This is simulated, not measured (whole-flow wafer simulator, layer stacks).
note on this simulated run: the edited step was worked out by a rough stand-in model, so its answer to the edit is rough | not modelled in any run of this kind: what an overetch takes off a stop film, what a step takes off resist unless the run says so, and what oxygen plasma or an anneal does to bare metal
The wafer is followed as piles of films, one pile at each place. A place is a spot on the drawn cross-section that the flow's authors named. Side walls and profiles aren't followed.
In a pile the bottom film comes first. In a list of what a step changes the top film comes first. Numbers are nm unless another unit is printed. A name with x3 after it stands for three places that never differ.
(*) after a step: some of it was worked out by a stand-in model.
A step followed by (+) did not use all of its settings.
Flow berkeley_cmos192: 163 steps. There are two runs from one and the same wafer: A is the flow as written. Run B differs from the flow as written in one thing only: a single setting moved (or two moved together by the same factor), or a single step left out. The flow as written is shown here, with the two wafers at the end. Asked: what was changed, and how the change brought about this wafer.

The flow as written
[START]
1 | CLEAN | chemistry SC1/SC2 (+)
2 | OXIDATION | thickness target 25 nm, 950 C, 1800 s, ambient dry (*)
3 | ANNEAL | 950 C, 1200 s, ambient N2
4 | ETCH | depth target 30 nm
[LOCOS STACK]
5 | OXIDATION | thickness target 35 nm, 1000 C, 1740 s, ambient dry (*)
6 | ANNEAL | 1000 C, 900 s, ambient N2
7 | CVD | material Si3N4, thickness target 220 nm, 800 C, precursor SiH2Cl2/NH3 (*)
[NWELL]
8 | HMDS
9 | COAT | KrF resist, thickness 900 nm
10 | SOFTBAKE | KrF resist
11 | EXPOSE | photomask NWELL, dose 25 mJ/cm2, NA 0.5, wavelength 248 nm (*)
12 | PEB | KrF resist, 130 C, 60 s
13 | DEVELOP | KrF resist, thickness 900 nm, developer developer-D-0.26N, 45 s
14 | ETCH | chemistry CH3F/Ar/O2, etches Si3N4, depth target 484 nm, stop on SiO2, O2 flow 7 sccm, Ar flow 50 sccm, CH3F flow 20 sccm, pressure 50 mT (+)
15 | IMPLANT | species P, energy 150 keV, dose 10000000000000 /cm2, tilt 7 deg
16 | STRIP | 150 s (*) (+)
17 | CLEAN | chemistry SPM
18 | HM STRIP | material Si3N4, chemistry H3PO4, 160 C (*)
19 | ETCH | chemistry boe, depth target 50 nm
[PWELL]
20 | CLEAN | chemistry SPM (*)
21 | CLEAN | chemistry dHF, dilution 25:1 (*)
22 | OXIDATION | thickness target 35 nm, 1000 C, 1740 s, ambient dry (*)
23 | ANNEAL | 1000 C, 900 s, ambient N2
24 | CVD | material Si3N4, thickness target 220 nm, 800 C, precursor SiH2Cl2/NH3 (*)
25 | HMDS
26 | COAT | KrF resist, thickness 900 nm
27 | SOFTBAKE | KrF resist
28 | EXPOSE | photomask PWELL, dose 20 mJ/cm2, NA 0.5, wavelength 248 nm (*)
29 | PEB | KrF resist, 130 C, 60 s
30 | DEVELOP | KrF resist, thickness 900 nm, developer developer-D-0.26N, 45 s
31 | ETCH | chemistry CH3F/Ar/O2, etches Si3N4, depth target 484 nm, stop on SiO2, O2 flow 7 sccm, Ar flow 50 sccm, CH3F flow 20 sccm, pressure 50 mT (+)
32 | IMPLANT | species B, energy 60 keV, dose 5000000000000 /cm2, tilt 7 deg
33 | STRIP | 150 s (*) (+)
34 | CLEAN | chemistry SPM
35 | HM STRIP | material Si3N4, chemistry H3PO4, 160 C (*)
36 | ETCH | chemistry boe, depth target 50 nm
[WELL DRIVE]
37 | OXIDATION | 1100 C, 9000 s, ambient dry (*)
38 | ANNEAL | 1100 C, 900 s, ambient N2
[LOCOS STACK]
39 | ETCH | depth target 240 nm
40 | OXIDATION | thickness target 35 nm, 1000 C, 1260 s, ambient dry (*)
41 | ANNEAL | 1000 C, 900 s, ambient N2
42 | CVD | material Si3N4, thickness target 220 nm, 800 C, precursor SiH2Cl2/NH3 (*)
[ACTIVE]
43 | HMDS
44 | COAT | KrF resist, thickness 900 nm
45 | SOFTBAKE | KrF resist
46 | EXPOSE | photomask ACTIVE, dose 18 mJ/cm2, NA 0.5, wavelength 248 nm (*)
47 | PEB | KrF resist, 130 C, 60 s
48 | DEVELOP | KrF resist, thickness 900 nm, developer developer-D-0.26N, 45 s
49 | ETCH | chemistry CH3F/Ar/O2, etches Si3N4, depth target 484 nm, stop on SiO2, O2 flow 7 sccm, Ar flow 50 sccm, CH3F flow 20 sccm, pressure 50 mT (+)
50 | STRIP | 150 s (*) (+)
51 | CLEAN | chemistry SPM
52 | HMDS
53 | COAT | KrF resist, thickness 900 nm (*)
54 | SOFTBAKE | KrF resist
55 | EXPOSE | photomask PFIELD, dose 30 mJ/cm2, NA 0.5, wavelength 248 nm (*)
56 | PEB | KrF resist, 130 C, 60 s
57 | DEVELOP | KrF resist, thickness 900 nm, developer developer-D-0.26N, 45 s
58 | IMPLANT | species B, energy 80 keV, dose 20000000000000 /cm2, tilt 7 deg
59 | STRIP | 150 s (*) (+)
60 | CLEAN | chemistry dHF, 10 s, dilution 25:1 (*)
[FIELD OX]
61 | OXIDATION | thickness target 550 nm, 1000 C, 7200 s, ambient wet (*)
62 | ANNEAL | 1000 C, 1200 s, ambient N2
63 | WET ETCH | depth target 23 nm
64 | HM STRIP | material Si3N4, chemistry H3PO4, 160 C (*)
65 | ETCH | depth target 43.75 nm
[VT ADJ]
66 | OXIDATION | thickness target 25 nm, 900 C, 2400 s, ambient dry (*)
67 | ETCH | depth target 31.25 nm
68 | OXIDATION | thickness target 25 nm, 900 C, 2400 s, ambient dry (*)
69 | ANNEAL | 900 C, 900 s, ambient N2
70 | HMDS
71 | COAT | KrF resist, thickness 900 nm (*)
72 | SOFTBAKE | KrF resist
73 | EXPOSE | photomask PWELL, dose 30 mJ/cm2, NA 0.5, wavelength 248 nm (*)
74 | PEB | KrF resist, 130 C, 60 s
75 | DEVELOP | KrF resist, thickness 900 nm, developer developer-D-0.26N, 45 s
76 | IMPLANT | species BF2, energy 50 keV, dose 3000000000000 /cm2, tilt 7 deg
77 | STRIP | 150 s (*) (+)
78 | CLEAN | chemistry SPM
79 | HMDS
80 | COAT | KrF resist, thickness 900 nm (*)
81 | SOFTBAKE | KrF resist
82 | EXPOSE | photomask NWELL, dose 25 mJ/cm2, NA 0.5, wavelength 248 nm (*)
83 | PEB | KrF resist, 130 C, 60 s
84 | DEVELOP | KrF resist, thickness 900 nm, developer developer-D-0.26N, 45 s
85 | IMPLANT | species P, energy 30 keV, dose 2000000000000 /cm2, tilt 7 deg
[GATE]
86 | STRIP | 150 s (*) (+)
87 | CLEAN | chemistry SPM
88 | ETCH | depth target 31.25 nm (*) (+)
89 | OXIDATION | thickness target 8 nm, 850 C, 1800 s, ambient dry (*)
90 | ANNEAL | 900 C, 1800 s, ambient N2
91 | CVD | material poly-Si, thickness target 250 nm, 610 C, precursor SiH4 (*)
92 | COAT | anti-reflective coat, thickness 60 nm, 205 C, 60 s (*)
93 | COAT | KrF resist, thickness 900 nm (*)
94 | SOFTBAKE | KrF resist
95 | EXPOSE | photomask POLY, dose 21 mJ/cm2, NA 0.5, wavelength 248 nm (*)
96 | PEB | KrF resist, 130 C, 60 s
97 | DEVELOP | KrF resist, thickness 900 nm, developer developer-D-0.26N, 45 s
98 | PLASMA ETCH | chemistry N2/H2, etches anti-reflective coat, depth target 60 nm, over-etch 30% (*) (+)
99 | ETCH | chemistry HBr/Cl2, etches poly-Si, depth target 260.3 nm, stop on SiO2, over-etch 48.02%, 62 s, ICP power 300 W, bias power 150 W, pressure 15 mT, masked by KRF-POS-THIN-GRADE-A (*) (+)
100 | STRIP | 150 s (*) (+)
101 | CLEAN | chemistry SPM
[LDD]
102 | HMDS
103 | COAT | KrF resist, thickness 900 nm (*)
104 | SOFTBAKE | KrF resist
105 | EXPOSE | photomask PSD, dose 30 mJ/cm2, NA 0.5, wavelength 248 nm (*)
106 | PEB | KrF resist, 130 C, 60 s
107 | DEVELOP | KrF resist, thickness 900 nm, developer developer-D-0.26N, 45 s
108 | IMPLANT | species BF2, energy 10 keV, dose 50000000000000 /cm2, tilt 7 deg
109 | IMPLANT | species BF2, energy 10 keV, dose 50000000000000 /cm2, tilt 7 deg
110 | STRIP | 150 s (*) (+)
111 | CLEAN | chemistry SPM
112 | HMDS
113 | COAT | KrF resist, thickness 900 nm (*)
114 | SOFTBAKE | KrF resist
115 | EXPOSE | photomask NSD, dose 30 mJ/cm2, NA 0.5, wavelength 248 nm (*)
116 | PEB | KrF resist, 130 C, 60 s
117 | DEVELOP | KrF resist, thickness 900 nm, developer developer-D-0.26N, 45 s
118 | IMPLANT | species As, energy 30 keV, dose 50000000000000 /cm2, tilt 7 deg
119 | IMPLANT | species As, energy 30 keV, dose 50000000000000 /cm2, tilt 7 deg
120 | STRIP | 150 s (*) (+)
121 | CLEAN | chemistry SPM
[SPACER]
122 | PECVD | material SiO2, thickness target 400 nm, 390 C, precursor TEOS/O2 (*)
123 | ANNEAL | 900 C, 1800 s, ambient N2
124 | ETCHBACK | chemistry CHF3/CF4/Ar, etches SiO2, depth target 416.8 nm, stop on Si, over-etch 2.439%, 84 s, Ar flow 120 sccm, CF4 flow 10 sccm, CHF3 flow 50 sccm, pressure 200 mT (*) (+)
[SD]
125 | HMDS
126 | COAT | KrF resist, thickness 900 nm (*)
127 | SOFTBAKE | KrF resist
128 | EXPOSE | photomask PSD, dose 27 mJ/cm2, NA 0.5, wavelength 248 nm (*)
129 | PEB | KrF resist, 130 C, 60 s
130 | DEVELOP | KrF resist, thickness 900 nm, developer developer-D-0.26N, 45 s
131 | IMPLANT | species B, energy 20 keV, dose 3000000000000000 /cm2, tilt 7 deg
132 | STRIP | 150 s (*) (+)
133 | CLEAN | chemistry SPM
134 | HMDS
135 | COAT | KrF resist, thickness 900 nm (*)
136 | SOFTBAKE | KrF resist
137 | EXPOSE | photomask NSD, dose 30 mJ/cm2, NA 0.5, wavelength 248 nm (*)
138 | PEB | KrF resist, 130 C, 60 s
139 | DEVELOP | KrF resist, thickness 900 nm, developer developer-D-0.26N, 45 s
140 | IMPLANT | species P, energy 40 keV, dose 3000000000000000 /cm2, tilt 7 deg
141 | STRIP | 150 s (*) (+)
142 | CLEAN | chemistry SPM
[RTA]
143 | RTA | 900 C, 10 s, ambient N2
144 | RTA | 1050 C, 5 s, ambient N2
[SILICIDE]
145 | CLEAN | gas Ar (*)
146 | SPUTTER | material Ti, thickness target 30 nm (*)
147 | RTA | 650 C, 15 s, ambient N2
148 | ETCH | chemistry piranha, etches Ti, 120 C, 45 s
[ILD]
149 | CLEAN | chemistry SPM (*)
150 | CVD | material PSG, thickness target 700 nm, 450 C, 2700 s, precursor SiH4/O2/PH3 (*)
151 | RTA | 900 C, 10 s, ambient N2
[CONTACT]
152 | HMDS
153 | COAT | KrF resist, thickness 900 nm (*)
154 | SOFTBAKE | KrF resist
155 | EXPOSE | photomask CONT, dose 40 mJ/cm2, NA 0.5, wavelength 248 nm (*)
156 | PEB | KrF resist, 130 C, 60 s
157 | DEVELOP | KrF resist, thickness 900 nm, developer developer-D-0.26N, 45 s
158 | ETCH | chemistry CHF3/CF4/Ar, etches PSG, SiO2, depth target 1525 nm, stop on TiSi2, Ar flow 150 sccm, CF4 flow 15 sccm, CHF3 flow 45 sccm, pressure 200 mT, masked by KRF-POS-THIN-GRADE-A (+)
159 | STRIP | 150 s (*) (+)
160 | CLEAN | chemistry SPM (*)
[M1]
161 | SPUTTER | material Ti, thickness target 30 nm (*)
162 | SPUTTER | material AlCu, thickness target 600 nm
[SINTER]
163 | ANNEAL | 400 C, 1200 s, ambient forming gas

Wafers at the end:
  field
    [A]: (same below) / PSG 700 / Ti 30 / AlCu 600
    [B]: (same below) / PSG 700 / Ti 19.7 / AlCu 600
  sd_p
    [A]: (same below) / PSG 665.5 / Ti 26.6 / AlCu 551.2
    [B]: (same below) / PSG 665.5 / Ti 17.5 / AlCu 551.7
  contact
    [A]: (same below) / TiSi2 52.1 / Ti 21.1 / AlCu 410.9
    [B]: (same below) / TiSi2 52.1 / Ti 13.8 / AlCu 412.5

Cause: step 161, SPUTTER: thickness target 19.68 nm was run, though the flow has thickness target 30 nm.
The wafer lets one read it off: field has Ti 19.7, and step 161 as written asks for 30 nm.

The path from the change to this, step by step:
  161 | SPUTTER | material Ti, thickness target 30 nm (*)
      field, sd_n, spacer_n, gate, spacer_p, gate_p, m1: A +30 Ti (new film) | B +19.7 Ti (new film)
      sd_p: A +26.6 Ti (new film) | B +17.5 Ti (new film)
      (as well as at 1 more place)
